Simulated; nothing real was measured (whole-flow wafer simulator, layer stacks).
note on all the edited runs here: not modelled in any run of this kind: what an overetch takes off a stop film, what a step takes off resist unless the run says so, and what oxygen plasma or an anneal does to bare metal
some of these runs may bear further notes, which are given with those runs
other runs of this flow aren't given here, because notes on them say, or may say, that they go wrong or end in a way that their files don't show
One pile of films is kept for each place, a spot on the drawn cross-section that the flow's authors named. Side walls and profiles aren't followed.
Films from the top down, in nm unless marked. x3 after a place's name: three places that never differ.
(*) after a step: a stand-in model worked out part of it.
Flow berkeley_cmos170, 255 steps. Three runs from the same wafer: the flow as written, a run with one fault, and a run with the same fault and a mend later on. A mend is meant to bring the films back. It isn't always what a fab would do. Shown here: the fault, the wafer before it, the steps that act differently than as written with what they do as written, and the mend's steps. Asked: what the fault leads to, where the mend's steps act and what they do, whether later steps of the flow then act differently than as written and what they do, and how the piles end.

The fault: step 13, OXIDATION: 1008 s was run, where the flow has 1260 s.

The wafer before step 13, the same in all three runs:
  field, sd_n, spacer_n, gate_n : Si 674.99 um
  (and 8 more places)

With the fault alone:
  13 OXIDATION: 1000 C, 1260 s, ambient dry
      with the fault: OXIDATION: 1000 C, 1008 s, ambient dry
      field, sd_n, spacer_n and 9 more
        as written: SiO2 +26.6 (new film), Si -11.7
        with the fault: SiO2 +23.6 (new film), Si -10.4
  Later steps of the flow that act differently than as written:
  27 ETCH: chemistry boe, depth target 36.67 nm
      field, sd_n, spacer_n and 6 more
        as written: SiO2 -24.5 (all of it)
        with the fault: SiO2 -21.5 (all of it)
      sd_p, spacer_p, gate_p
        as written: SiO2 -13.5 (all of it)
        with the fault: SiO2 -10.5 (all of it)
  At the end the piles differ from the flow's only slightly at the places that both follow, by at most 2% or 0.5 nm, whichever is larger.

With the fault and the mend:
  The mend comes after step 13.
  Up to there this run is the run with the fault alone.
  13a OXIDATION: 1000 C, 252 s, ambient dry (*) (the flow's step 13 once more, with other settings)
      field, sd_n, spacer_n and 9 more
        SiO2 +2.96, Si -1.3
  No later step of the flow acts differently than as written at any place that is followed.
  At the end the piles are the same as the flow's at every place that both follow.
